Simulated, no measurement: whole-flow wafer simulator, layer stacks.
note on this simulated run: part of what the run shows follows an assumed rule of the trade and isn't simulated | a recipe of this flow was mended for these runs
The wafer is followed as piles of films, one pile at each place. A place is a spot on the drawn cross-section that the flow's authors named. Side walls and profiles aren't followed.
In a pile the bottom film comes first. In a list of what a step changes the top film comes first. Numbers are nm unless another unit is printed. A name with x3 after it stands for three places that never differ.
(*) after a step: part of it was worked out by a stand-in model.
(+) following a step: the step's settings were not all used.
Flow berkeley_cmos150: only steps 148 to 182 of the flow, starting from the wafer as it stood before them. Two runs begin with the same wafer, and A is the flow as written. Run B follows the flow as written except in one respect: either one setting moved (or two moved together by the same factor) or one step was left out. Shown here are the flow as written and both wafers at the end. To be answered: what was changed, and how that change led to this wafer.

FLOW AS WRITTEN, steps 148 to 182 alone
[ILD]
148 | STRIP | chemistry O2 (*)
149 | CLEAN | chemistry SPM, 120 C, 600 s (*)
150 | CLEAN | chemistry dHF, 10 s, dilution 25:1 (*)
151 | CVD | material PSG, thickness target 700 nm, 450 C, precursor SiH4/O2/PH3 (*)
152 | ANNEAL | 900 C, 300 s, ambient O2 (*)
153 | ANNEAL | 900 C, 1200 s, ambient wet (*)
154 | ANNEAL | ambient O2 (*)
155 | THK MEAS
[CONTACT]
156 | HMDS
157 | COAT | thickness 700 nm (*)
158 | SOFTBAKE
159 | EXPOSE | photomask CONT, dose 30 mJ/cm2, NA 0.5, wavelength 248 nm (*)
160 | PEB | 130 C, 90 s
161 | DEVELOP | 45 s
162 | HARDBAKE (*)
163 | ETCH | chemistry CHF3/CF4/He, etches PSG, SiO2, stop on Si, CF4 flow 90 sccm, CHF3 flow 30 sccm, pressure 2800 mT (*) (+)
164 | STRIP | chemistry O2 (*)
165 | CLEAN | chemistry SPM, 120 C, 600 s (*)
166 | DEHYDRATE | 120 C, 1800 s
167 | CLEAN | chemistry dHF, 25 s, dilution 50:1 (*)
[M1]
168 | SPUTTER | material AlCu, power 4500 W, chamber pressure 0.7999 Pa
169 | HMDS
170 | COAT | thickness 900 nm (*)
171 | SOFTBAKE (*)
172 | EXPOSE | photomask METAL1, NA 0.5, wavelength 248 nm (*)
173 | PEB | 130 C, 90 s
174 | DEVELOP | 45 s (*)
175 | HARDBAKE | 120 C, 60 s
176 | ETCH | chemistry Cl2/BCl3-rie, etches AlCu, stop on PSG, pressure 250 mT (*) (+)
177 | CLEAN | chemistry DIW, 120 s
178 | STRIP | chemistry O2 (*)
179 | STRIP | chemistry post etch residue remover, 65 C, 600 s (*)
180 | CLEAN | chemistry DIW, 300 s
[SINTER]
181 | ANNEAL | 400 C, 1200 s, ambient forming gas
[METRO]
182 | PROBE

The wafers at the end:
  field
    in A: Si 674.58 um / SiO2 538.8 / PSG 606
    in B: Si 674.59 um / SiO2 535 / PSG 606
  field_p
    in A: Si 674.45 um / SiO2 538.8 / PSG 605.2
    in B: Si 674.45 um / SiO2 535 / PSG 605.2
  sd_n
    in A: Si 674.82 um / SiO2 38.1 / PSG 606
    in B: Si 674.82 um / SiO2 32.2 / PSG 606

What caused this: step 153, ANNEAL: 875 C was run, though the flow has 900 C.

Step by step, how the change led to this:
  153 | ANNEAL | 900 C, 1200 s, ambient wet (*)
      sd_n, contact, m1: A PSG loses 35, SiO2 gains 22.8, Si loses 10 | B PSG loses 35, SiO2 gains 16.9, Si loses 7.43
      field, field_p: A PSG loses 35, SiO2 gains 16.3, Si loses 7.15 | B PSG loses 35, SiO2 gains 12.5, Si loses 5.5
      (also at 3 further places)
  163 | ETCH | chemistry CHF3/CF4/He, etches PSG, SiO2, stop on Si, CF4 flow 90 sccm, CHF3 flow 30 sccm, pressure 2800 mT (*) (+)
      contact: A PSG loses 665 (all of it), SiO2 loses 38.1 (all of it), Si loses 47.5 | B PSG loses 665 (all of it), SiO2 loses 32.2 (all of it), Si loses 47.5
  176 | ETCH | chemistry Cl2/BCl3-rie, etches AlCu, stop on PSG, pressure 250 mT (*) (+)
      gate_p: A AlCu loses 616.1 (all of it), PSG loses 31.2 | B AlCu loses 609.8 (all of it), PSG loses 32
